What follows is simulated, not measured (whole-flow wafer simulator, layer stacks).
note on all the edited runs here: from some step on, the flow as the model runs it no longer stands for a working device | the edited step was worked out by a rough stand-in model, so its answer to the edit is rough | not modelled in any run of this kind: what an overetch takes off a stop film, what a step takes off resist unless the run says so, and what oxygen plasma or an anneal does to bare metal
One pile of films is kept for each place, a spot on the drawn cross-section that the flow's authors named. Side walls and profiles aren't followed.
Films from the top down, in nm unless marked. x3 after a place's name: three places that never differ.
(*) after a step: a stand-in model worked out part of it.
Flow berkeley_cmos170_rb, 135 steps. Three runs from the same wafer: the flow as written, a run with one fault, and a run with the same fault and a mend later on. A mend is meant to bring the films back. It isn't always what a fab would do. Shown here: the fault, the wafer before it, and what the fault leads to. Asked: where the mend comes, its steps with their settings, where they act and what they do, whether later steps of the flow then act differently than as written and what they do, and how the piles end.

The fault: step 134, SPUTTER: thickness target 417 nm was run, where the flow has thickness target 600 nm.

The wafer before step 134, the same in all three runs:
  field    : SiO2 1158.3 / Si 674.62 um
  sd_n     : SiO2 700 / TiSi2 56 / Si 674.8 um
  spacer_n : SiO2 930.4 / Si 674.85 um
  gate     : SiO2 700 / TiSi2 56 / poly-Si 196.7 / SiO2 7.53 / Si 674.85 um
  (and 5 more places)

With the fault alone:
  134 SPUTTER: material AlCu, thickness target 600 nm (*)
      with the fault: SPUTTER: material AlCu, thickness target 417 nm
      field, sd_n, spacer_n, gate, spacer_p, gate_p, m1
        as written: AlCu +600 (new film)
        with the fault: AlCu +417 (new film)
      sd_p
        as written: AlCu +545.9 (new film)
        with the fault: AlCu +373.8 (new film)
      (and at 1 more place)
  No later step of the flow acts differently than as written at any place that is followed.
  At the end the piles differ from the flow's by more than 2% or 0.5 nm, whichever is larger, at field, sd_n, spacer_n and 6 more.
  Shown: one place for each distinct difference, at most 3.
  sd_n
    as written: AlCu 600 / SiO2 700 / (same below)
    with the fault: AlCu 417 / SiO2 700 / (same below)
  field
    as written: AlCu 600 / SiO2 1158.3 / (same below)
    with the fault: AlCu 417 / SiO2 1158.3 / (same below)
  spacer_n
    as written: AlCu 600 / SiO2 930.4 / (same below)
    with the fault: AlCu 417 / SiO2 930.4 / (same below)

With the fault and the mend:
  The mend comes after step 134.
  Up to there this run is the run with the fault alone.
  134a ETCH: chemistry al pan, depth target 479.2 nm
      field, sd_n, spacer_n, gate, spacer_p, gate_p, m1
        AlCu -417 (all of it)
      sd_p
        AlCu -373.8 (all of it)
      contact
        AlCu -292.4 (all of it)
  134b SPUTTER: material AlCu, thickness target 600 nm (*) (the flow's step 134 once more)
      field, sd_n, spacer_n, gate, spacer_p, gate_p, m1
        AlCu +600 (new film)
      sd_p
        AlCu +545.9 (new film)
      contact
        AlCu +415.1 (new film)
  No later step of the flow acts differently than as written at any place that is followed.
  At the end the piles are the same as the flow's at every place that both follow.
